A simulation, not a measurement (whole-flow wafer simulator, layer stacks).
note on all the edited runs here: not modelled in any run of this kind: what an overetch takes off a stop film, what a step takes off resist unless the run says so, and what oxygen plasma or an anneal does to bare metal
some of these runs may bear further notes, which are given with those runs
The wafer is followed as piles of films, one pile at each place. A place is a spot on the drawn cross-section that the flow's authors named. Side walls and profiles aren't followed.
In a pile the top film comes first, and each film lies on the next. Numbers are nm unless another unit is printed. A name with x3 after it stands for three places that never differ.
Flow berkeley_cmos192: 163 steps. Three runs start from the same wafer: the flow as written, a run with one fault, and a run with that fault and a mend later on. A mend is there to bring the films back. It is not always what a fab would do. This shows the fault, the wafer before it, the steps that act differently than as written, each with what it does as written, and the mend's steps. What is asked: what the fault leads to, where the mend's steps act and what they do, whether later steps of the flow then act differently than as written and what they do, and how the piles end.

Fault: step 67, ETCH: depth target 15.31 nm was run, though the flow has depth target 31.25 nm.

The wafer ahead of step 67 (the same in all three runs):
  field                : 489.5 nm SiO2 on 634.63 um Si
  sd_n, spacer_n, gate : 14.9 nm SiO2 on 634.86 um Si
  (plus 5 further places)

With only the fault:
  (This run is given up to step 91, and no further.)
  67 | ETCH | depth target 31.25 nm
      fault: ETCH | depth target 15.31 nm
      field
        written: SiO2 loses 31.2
        fault: SiO2 loses 15.3
  None of the later steps of the flow up to step 91 differs from how it acts as written, at any place that is followed, by more than 2% or 0.5 nm, whichever is larger.
  The piles after step 91 differ from the flow's at field by more than 2% or 0.5 nm, whichever is larger.
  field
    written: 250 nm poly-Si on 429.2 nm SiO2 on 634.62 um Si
    fault: 250 nm poly-Si on 445.1 nm SiO2 on 634.62 um Si

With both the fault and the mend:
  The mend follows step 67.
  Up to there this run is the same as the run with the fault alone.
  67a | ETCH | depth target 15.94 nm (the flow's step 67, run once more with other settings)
      field
        SiO2 loses 15.9
  None of the later steps of the flow differs from how it acts as written, at any place that is followed, by more than 2% or 0.5 nm, whichever is larger.
  At every place that both follow, the piles at the end match the flow's.
